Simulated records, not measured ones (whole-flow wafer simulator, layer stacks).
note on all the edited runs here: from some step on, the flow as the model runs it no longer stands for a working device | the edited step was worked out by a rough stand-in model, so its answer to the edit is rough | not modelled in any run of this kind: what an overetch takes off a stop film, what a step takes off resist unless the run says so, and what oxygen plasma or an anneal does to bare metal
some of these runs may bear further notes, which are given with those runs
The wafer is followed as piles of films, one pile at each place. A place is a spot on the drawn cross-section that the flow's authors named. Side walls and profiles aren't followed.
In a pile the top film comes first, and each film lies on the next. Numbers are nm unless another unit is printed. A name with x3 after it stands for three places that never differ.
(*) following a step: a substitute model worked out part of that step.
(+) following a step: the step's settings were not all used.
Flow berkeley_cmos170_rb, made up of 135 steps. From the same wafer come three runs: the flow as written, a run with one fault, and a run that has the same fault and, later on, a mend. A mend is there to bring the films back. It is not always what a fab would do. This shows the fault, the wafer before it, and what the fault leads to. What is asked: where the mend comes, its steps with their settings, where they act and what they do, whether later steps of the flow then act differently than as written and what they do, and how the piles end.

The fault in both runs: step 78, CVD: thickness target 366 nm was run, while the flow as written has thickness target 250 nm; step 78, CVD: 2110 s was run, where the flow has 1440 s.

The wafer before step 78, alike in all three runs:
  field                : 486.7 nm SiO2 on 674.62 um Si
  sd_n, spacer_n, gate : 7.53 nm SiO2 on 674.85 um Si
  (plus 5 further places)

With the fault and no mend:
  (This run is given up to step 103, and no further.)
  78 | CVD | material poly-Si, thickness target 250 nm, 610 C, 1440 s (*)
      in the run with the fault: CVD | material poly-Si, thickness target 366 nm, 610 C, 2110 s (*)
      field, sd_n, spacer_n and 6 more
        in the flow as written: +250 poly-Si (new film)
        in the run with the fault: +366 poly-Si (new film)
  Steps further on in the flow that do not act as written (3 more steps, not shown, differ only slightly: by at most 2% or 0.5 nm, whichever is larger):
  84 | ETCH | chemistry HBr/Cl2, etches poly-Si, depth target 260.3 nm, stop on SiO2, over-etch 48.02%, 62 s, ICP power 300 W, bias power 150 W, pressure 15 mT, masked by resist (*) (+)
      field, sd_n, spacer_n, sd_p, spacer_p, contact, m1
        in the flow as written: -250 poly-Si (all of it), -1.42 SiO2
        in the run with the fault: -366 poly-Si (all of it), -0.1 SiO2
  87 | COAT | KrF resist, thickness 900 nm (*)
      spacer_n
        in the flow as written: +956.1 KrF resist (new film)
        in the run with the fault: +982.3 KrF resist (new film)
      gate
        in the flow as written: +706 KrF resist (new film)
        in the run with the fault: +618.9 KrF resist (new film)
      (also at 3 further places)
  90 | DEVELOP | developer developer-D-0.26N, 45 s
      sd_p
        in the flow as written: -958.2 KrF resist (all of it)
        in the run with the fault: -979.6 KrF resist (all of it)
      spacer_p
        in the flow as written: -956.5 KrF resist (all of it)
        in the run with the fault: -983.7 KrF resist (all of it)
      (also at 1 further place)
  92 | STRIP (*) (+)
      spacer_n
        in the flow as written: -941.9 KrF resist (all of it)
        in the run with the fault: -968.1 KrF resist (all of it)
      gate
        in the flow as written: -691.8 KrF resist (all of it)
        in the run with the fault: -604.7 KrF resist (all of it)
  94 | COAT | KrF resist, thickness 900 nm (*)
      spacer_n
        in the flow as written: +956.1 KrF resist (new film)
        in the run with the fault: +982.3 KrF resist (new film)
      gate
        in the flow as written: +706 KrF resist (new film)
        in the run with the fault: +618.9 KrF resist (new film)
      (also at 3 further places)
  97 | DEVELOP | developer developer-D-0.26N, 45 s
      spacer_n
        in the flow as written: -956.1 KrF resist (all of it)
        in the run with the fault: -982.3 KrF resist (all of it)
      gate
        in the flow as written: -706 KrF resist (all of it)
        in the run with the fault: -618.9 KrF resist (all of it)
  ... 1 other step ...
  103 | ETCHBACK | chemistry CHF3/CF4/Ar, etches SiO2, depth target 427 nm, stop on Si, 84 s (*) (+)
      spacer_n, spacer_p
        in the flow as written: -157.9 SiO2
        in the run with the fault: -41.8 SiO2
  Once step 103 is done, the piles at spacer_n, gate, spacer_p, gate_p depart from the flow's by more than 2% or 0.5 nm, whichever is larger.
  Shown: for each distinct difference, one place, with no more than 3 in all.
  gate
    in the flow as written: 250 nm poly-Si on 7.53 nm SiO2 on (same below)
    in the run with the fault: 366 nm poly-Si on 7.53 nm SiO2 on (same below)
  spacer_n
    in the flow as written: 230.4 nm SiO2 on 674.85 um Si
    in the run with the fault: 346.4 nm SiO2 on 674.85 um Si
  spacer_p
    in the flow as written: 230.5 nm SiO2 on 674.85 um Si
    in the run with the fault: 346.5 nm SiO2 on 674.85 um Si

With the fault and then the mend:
  The mend follows step 78.
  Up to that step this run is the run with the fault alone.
  78a | ETCH | chemistry tmah, depth target 420.9 nm
      field, sd_n, spacer_n and 6 more
        -366 poly-Si (all of it)
  78b | CLEAN (*) (the flow's step 74 again)
      alters no film at any place that is followed
  78c | CVD | material poly-Si, thickness target 250 nm, 610 C, 1440 s (*) (the flow's step 78 again)
      field, sd_n, spacer_n and 6 more
        +250 poly-Si (new film)
  Later steps of the flow that are run all act as written at every place that is followed.
  The piles end the same as the flow's at every place that both follow.
